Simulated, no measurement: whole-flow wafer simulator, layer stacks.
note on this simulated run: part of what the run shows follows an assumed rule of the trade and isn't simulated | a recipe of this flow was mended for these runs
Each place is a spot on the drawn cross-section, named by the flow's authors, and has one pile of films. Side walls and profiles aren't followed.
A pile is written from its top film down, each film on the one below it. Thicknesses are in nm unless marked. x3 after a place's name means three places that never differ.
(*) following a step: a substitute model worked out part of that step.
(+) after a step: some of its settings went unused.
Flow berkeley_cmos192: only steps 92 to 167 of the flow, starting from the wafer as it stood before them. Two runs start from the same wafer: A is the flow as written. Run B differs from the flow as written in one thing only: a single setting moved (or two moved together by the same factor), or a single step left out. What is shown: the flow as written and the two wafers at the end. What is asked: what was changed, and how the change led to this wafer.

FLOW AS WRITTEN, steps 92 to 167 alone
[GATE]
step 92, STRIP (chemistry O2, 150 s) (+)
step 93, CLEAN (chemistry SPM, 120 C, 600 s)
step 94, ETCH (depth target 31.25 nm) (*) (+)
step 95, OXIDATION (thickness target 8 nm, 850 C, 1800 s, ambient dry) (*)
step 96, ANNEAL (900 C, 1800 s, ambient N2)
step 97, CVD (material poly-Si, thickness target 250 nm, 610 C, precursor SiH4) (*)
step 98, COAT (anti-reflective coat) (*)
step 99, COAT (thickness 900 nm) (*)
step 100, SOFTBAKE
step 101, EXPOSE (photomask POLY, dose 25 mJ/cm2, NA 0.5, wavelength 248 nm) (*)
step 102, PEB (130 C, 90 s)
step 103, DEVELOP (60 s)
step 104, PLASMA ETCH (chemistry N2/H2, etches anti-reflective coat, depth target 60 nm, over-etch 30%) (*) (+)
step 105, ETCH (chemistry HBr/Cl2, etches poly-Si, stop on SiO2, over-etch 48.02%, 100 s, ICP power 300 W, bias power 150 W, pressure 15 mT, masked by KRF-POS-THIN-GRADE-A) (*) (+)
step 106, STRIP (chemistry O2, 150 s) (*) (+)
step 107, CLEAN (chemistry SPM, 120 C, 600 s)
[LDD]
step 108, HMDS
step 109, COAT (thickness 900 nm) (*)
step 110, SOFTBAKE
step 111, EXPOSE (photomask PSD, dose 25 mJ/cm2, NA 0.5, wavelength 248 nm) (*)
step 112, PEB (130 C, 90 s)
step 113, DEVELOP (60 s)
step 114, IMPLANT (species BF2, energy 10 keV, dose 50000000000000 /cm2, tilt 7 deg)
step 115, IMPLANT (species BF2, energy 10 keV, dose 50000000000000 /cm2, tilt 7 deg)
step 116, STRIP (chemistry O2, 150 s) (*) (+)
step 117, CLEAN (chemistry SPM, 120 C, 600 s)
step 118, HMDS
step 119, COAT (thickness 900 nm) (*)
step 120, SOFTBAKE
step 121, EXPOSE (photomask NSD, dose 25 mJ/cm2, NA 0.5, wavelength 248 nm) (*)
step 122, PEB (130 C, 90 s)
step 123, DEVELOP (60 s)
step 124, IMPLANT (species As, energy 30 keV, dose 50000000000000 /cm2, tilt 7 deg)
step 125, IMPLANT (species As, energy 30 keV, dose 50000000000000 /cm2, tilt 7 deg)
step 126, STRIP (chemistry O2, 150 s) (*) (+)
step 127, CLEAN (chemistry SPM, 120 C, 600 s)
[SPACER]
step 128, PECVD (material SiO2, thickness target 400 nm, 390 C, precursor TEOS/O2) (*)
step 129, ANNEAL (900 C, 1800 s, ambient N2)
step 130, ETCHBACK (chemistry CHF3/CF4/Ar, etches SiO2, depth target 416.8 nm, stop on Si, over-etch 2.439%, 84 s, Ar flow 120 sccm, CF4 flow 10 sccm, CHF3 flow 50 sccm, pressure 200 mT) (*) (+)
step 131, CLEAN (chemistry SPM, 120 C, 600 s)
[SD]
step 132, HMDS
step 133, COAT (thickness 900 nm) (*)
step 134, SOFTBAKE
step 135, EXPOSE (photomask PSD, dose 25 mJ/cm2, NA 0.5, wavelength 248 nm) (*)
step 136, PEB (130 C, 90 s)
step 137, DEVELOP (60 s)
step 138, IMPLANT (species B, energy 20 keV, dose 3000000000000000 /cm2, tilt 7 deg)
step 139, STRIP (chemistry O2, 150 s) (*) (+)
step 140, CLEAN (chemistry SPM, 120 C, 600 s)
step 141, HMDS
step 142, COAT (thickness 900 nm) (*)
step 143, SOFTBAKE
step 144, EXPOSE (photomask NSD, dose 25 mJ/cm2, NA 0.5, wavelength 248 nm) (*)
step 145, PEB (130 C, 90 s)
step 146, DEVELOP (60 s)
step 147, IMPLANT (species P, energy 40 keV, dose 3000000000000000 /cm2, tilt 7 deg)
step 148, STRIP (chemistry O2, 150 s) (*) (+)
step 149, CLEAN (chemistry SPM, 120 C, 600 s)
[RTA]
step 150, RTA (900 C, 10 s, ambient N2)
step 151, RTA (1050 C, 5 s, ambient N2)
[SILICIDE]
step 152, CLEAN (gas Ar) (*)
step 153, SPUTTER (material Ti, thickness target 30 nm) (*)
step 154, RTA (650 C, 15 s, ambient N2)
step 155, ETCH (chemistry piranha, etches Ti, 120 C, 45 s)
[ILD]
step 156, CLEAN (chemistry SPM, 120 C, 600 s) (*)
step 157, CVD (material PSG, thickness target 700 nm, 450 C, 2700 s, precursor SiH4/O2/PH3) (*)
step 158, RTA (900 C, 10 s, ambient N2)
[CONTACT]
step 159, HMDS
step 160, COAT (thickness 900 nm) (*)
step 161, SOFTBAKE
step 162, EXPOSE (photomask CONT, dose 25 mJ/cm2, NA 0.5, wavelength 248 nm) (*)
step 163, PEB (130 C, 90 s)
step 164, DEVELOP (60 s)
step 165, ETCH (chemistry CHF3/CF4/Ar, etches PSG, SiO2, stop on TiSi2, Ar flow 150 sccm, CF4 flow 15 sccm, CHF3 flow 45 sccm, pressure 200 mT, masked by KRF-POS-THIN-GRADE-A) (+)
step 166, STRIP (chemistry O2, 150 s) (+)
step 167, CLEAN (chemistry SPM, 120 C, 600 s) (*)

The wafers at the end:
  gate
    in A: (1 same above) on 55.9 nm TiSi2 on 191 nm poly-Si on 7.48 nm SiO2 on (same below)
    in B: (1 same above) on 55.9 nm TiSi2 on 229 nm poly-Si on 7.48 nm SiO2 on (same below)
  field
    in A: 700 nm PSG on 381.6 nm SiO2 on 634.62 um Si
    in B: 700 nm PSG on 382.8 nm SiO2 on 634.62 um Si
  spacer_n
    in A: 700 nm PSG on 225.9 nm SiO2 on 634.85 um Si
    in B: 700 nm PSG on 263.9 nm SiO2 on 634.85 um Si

Cause: step 97, CVD: thickness target 288 nm was run, while the flow as written has thickness target 250 nm.

How this came from the change, step by step:
  step 97, CVD (material poly-Si, thickness target 250 nm, 610 C, precursor SiH4) (*)
      field, sd_n, spacer_n and 6 more: A poly-Si gains 250 (new film) | B poly-Si gains 288 (new film)
  step 105, ETCH (chemistry HBr/Cl2, etches poly-Si, stop on SiO2, over-etch 48.02%, 100 s, ICP power 300 W, bias power 150 W, pressure 15 mT, masked by KRF-POS-THIN-GRADE-A) (*) (+)
      spacer_n, spacer_p: A poly-Si loses 246.2 (all of it), SiO2 loses 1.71 | B poly-Si loses 284.1 (all of it), SiO2 loses 0.51
      field: A poly-Si loses 246.1 (all of it), SiO2 loses 1.71 | B poly-Si loses 284.1 (all of it), SiO2 loses 0.51
      (also at 4 further places)
  step 109, COAT (thickness 900 nm) (*)
      gate: A KrF-resist gains 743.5 (new film) | B KrF-resist gains 711.9 (new film)
      gate_p: A KrF-resist gains 739.8 (new film) | B KrF-resist gains 708.2 (new film)
  step 113, DEVELOP (60 s)
      gate_p: A KrF-resist loses 738.2 (all of it) | B KrF-resist loses 706.7 (all of it)
  step 116, STRIP (chemistry O2, 150 s) (*) (+)
      gate: A KrF-resist loses 727 (all of it), chemical SiO2 gains 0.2, poly-Si loses 0.09 | B KrF-resist loses 695.4 (all of it), chemical SiO2 gains 0.2, poly-Si loses 0.09
  step 119, COAT (thickness 900 nm) (*)
      gate: A KrF-resist gains 743.4 (new film) | B KrF-resist gains 711.8 (new film)
      gate_p: A KrF-resist gains 739.7 (new film) | B KrF-resist gains 708.1 (new film)
  step 123, DEVELOP (60 s)
      gate: A KrF-resist loses 741.9 (all of it) | B KrF-resist loses 710.3 (all of it)
  step 126, STRIP (chemistry O2, 150 s) (*) (+)
      gate_p: A KrF-resist loses 723.2 (all of it), chemical SiO2 gains 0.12, poly-Si loses 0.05 | B KrF-resist loses 691.6 (all of it), chemical SiO2 gains 0.12, poly-Si loses 0.05
  step 130, ETCHBACK (chemistry CHF3/CF4/Ar, etches SiO2, depth target 416.8 nm, stop on Si, over-etch 2.439%, 84 s, Ar flow 120 sccm, CF4 flow 10 sccm, CHF3 flow 50 sccm, pressure 200 mT) (*) (+)
      spacer_n, spacer_p: A SiO2 loses 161 | B SiO2 loses 124.2
  step 133, COAT (thickness 900 nm) (*)
      spacer_n: A KrF-resist gains 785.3 (new film) | B KrF-resist gains 757.4 (new film)
      gate: A KrF-resist gains 764.7 (new film) | B KrF-resist gains 737.5 (new film)
      (also at 2 further places)
  step 137, DEVELOP (60 s)
      spacer_p: A KrF-resist loses 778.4 (all of it) | B KrF-resist loses 750.6 (all of it)
      gate_p: A KrF-resist loses 757.7 (all of it) | B KrF-resist loses 730.5 (all of it)
  step 139, STRIP (chemistry O2, 150 s) (*) (+)
      spacer_n: A KrF-resist loses 768.7 (all of it) | B KrF-resist loses 740.9 (all of it)
      gate: A KrF-resist loses 748.1 (all of it), chemical SiO2 gains 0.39, poly-Si loses 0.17 | B KrF-resist loses 721 (all of it), chemical SiO2 gains 0.39, poly-Si loses 0.17
  step 142, COAT (thickness 900 nm) (*)
      spacer_n: A KrF-resist gains 785.4 (new film) | B KrF-resist gains 757.6 (new film)
      gate: A KrF-resist gains 764.6 (new film) | B KrF-resist gains 737.4 (new film)
      (also at 2 further places)
  step 146, DEVELOP (60 s)
      spacer_n: A KrF-resist loses 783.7 (all of it) | B KrF-resist loses 756 (all of it)
      gate: A KrF-resist loses 762.9 (all of it) | B KrF-resist loses 735.8 (all of it)
  step 148, STRIP (chemistry O2, 150 s) (*) (+)
      spacer_p: A KrF-resist loses 763.6 (all of it) | B KrF-resist loses 735.9 (all of it)
      gate_p: A KrF-resist loses 742.5 (all of it), chemical SiO2 gains 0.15 | B KrF-resist loses 715.4 (all of it), chemical SiO2 gains 0.15
  step 160, COAT (thickness 900 nm) (*)
      spacer_n: A KrF-resist gains 823.6 (new film) | B KrF-resist gains 803.5 (new film)
      gate: A KrF-resist gains 803.9 (new film) | B KrF-resist gains 786.3 (new film)
      (also at 2 further places)
  step 166, STRIP (chemistry O2, 150 s) (+)
      spacer_n: A KrF-resist loses 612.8 (all of it) | B KrF-resist loses 592.7 (all of it)
      gate: A KrF-resist loses 593.2 (all of it) | B KrF-resist loses 575.6 (all of it)
      (also at 2 further places)
